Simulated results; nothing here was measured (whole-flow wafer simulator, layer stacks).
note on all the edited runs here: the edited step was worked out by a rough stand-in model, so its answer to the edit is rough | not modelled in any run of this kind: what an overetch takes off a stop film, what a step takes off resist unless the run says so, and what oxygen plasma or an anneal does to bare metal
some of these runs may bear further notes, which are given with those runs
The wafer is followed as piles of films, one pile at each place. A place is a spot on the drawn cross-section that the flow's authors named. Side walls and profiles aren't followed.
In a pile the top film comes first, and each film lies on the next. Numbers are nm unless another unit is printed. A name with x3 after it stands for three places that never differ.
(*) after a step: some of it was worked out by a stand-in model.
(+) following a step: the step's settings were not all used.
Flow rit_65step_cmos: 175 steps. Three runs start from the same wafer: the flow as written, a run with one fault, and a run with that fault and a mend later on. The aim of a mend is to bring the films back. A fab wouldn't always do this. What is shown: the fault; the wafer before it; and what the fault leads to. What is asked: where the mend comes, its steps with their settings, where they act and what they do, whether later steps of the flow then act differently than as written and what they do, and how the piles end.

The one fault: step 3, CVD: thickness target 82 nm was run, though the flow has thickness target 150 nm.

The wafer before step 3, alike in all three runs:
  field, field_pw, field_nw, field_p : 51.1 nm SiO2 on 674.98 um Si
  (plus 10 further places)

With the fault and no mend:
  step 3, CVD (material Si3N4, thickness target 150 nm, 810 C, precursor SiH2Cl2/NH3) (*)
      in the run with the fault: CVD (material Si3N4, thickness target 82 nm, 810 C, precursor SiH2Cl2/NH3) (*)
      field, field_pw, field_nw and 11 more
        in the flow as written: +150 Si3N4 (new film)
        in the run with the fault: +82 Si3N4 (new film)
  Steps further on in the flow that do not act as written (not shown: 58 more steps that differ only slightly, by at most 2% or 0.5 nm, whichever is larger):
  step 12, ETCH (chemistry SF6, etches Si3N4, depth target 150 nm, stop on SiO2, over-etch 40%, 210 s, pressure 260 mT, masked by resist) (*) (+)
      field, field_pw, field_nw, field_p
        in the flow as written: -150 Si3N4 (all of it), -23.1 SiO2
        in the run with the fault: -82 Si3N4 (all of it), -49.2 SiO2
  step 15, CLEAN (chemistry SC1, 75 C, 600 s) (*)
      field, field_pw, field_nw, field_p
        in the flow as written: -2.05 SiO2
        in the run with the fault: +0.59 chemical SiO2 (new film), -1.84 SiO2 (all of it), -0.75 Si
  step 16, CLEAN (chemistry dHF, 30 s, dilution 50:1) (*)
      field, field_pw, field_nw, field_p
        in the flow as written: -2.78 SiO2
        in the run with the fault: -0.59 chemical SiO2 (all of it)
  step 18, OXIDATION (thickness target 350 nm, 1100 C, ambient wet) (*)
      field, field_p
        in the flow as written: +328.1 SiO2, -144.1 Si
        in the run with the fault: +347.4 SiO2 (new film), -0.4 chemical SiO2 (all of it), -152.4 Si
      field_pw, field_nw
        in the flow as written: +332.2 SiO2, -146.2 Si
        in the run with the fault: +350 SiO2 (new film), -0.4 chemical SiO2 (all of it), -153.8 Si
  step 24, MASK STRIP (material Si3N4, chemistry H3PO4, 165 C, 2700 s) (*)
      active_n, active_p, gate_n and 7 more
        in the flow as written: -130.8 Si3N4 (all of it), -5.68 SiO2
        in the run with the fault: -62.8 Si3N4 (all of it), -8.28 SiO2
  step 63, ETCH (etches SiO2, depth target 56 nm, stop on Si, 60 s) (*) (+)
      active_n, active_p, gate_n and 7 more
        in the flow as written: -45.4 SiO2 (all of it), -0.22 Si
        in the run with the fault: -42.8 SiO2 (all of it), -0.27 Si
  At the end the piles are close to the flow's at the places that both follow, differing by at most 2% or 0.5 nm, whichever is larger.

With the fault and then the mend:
  After step 4 comes the mend.
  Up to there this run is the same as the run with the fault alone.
  step 4a, CVD (material Si3N4, thickness target 68 nm, 810 C, precursor SiH2Cl2/NH3) (*) (the flow's step 3 again, with other settings)
      field, field_pw, field_nw and 11 more
        +68 Si3N4
  Every later step of the flow that is run acts as written at every place that is followed.
  By the end, the piles equal the flow's at every place that both follow.
